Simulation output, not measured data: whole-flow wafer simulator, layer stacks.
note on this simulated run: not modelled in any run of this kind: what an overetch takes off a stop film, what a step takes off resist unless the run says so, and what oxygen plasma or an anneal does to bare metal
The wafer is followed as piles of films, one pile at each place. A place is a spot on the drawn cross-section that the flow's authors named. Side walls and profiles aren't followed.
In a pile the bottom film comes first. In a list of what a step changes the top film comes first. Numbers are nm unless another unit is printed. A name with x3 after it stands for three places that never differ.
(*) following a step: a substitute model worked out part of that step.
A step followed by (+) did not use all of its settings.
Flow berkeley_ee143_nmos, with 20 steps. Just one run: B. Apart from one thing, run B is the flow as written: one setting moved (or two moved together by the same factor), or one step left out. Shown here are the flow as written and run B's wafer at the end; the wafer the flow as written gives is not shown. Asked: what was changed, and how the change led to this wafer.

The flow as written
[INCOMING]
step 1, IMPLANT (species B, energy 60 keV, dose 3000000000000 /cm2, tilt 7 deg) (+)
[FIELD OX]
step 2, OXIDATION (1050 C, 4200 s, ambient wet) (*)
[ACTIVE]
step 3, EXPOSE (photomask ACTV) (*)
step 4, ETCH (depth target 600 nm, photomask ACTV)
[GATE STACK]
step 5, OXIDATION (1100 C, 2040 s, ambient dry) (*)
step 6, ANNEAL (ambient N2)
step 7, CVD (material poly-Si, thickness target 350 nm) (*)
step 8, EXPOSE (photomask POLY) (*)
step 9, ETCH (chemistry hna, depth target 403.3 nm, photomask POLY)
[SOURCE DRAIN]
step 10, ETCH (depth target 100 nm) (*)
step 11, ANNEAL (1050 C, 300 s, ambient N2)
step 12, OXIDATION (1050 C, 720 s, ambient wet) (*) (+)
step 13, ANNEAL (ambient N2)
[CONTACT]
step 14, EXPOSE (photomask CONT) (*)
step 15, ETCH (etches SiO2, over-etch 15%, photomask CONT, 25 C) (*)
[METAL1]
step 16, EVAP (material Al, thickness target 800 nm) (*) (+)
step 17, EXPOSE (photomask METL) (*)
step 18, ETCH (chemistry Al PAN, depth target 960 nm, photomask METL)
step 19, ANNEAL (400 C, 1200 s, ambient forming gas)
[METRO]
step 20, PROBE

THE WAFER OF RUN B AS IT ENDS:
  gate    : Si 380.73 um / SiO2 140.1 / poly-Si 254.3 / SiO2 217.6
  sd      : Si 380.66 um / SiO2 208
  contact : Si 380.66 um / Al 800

Cause: step 4, ETCH: depth target 464 nm was run, whereas the flow has depth target 600 nm.

Step by step, how the change led to this:
  step 4, ETCH (depth target 600 nm, photomask ACTV)
      gate, sd, contact: -464 SiO2 (as written it would have been: -566.4 SiO2 (all of it))
  step 5, OXIDATION (1100 C, 2040 s, ambient dry) (*)
      gate, sd, contact: +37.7 SiO2, -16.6 Si (as written it would have been: +79.7 SiO2 (new film), -35.1 Si)
  step 10, ETCH (depth target 100 nm) (*)
      sd, contact: -100 SiO2 (as written it would have been: -79.7 SiO2 (all of it))
  step 12, OXIDATION (1050 C, 720 s, ambient wet) (*) (+)
      sd, contact: +167.9 SiO2, -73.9 Si (as written it would have been: +189.4 SiO2 (new film), -83.4 Si)
  step 15, ETCH (etches SiO2, over-etch 15%, photomask CONT, 25 C) (*)
      contact: -208 SiO2 (all of it) (as written it would have been: -189.4 SiO2 (all of it))
